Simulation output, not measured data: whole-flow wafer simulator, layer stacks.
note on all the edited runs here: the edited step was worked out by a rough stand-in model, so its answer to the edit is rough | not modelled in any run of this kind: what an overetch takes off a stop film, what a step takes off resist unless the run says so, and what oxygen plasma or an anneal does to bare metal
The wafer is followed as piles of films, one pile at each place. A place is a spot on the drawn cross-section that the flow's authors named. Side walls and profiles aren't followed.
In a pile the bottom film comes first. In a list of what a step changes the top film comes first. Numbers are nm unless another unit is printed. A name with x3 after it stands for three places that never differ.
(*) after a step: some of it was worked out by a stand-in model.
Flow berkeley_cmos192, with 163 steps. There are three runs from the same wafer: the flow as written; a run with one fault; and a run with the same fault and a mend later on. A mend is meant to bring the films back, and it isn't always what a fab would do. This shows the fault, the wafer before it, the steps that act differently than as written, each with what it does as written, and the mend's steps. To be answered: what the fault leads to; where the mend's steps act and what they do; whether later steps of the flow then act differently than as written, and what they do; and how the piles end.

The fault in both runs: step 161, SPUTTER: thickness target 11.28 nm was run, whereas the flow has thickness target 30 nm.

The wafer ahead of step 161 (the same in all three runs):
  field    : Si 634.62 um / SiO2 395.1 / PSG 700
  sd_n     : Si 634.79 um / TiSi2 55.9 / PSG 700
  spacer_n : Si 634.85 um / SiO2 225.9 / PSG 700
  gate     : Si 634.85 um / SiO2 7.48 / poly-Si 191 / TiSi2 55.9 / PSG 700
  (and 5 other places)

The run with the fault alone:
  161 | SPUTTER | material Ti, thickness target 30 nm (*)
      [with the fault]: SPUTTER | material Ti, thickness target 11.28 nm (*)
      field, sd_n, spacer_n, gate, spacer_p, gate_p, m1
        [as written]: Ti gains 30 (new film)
        [with the fault]: Ti gains 11.3 (new film)
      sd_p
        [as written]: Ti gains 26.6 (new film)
        [with the fault]: Ti gains 10 (new film)
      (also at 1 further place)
  Later steps of the flow that are run all act as written at every place that is followed, up to a difference of at most 2% or 0.5 nm, whichever is larger.
  At field, sd_n, spacer_n and 6 more, the piles at the end differ from the flow's by more than 2% or 0.5 nm, whichever is larger.
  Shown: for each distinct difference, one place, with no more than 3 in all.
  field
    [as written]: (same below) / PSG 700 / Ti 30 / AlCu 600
    [with the fault]: (same below) / PSG 700 / Ti 11.3 / AlCu 600
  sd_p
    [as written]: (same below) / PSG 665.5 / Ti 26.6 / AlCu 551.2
    [with the fault]: (same below) / PSG 665.5 / Ti 10 / AlCu 552.2
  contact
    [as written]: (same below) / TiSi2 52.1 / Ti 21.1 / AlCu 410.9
    [with the fault]: (same below) / TiSi2 52.1 / Ti 7.93 / AlCu 413.9

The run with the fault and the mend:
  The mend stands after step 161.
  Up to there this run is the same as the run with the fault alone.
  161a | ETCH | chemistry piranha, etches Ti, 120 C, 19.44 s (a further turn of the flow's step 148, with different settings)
      field, sd_n, spacer_n, gate, spacer_p, gate_p, m1
        Ti loses 11.3 (all of it)
      sd_p
        Ti loses 10 (all of it)
      contact
        Ti loses 7.93 (all of it)
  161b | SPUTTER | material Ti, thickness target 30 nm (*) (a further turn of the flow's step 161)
      field, sd_n, spacer_n, gate, spacer_p, gate_p, m1
        Ti gains 30 (new film)
      sd_p
        Ti gains 26.6 (new film)
      contact
        Ti gains 21.1 (new film)
  Later steps of the flow that are run all act as written at every place that is followed.
  At every place that both follow, the piles at the end match the flow's.
